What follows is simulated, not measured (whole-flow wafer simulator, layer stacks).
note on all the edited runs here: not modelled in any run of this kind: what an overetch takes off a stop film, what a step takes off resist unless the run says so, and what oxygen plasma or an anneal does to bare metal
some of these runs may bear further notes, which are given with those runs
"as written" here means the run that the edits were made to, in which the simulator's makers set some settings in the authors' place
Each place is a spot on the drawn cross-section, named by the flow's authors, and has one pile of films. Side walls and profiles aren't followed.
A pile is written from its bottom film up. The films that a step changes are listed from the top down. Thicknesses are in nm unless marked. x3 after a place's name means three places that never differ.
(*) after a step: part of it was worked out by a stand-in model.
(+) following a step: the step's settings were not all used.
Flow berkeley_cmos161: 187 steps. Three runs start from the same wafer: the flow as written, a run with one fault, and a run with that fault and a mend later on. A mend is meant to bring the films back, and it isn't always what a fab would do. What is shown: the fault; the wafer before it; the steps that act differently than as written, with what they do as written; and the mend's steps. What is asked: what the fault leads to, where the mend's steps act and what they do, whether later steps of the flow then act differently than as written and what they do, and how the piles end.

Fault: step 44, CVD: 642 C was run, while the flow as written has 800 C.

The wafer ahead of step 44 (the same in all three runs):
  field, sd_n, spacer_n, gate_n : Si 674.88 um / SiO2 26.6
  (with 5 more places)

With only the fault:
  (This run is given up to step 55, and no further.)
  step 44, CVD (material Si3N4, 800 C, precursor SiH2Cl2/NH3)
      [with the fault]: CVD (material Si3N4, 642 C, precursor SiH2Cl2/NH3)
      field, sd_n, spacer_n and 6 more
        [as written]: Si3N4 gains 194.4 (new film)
        [with the fault]: Si3N4 gains 10.2 (new film)
  Steps later in the flow that act otherwise than as written:
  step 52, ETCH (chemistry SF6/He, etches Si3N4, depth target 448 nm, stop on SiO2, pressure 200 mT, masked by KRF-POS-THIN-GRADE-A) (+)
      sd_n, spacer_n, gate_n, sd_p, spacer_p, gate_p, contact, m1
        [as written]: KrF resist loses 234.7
        [with the fault]: KrF resist loses 34.4
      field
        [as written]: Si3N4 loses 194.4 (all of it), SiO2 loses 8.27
        [with the fault]: Si3N4 loses 10.2 (all of it), SiO2 loses 8.27
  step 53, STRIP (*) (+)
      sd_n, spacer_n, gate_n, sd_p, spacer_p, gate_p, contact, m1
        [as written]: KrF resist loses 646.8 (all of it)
        [with the fault]: KrF resist loses 847 (all of it)
  Once step 55 is done, the piles at sd_n, spacer_n, gate_n, sd_p, spacer_p, gate_p, contact, m1 depart from the flow's by more than 2% or 0.5 nm, whichever is larger.
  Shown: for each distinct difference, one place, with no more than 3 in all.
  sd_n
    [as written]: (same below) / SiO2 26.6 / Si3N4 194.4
    [with the fault]: (same below) / SiO2 26.6 / Si3N4 10.2

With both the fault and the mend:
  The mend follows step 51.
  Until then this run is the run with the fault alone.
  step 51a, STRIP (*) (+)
      sd_n, spacer_n, gate_n, sd_p, spacer_p, gate_p, contact, m1
        KrF resist loses 881.5 (all of it)
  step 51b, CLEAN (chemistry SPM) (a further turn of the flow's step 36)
      does not change any film at any place that is followed
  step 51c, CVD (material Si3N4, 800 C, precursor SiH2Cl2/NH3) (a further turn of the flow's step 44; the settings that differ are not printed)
      field, sd_n, spacer_n and 6 more
        Si3N4 gains 184.3
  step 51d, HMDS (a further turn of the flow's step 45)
      does not change any film at any place that is followed
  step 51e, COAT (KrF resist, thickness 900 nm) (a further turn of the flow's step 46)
      field, sd_n, spacer_n and 6 more
        KrF resist gains 900 (new film)
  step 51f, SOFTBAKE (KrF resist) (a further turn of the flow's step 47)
      does not change any film at any place that is followed
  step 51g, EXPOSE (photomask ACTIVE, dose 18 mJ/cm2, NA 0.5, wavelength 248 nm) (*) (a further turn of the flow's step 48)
      does not change any film at any place that is followed
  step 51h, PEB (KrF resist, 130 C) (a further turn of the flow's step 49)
      field, sd_n, spacer_n and 6 more
        KrF resist loses 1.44
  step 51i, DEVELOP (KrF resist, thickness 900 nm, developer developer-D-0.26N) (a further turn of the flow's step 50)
      sd_n, spacer_n, gate_n, sd_p, spacer_p, gate_p, contact, m1
        KrF resist loses 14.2
      field
        KrF resist loses 898.6 (all of it)
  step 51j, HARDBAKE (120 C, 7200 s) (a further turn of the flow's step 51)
      sd_n, spacer_n, gate_n, sd_p, spacer_p, gate_p, contact, m1
        KrF resist loses 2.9
  Every later step of the flow that is run acts as written, at every place that is followed, to within 2% or 0.5 nm, whichever is larger.
  At every place that both follow, the piles at the end match the flow's.
